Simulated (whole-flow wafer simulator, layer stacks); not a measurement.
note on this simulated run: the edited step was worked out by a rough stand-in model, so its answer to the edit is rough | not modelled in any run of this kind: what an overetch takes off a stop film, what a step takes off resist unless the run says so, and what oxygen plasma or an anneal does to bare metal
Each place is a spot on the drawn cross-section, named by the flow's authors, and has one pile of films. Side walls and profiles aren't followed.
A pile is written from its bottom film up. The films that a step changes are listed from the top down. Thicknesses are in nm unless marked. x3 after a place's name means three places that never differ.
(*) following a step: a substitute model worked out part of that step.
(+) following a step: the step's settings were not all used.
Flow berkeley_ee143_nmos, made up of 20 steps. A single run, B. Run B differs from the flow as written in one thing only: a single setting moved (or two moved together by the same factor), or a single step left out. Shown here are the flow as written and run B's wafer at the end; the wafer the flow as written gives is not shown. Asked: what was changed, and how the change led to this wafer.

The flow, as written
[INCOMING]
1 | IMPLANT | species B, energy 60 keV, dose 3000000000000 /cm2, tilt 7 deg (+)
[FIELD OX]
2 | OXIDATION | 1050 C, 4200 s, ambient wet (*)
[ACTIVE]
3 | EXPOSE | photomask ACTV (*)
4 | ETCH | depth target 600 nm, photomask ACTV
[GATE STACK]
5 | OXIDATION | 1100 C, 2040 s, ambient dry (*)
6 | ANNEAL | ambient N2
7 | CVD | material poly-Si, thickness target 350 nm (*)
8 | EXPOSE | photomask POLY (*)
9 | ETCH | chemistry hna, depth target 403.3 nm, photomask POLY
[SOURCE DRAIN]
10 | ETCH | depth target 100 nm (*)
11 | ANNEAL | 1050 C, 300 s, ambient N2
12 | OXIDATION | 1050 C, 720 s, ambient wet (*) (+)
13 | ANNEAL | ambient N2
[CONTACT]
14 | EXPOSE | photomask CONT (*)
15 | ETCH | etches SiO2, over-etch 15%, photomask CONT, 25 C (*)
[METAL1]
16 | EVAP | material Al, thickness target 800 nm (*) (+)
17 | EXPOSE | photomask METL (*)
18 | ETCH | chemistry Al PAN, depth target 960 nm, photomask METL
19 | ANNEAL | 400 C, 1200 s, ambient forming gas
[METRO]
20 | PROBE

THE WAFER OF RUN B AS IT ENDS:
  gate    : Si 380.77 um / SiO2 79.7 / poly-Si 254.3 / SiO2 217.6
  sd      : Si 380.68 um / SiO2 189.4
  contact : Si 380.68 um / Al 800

Cause: step 2, OXIDATION: 2877 s was run, whereas the flow has 4200 s.

How this came from the change, step by step:
  2 | OXIDATION | 1050 C, 4200 s, ambient wet (*)
      gate, sd, contact, field: +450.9 SiO2 (new film), -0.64 chemical SiO2 (all of it), -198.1 Si (it would be, as written: +566.4 SiO2 (new film), -0.64 chemical SiO2 (all of it), -248.9 Si)
  4 | ETCH | depth target 600 nm, photomask ACTV
      gate, sd, contact: -450.9 SiO2 (all of it) (it would be, as written: -566.4 SiO2 (all of it))
  5 | OXIDATION | 1100 C, 2040 s, ambient dry (*)
      field: +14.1 SiO2, -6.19 Si (it would be, as written: +11.6 SiO2, -5.1 Si)
  12 | OXIDATION | 1050 C, 720 s, ambient wet (*) (+)
      field: +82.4 SiO2, -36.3 Si (it would be, as written: +69.1 SiO2, -30.4 Si)
